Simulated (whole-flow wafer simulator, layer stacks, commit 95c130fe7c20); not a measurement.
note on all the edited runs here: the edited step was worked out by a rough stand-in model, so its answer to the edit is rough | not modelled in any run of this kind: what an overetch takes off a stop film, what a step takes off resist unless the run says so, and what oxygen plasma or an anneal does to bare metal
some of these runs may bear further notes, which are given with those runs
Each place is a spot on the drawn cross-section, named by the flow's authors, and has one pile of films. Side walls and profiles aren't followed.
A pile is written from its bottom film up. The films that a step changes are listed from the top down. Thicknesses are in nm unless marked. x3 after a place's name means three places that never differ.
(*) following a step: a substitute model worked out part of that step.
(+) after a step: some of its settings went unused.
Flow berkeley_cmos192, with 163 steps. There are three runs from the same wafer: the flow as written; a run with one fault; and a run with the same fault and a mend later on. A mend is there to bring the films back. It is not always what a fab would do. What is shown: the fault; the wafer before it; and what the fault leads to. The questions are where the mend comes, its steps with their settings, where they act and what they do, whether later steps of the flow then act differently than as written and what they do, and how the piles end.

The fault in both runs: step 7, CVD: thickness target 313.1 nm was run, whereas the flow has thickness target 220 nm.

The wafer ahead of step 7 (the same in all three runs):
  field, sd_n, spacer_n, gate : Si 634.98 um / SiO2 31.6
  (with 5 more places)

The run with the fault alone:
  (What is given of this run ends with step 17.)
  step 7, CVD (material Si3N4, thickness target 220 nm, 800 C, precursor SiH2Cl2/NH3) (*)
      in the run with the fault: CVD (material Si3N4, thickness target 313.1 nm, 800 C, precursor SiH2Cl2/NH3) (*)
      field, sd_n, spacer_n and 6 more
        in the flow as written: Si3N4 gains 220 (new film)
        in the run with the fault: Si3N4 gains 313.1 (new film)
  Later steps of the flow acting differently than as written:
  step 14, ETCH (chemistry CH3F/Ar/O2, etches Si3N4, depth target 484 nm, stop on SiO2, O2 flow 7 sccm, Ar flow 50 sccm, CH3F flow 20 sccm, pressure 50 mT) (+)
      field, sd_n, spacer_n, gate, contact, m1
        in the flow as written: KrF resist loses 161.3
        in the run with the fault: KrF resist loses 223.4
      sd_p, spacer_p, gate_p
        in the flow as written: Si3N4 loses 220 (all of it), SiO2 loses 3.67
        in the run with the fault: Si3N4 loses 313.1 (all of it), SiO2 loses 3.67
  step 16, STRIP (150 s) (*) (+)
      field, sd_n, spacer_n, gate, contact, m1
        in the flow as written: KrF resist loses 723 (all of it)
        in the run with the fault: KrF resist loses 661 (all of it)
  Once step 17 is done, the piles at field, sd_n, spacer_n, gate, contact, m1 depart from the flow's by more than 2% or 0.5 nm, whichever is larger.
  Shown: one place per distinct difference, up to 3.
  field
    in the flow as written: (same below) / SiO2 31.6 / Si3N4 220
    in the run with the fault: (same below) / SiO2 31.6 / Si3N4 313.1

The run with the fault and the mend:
  After step 7 comes the mend.
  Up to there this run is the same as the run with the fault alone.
  step 7a, ETCH (chemistry h3po4, depth target 93.1 nm)
      field, sd_n, spacer_n and 6 more
        Si3N4 loses 93.1
  Later steps of the flow that are run all act as written at every place that is followed.
  The piles end the same as the flow's at every place that both follow.
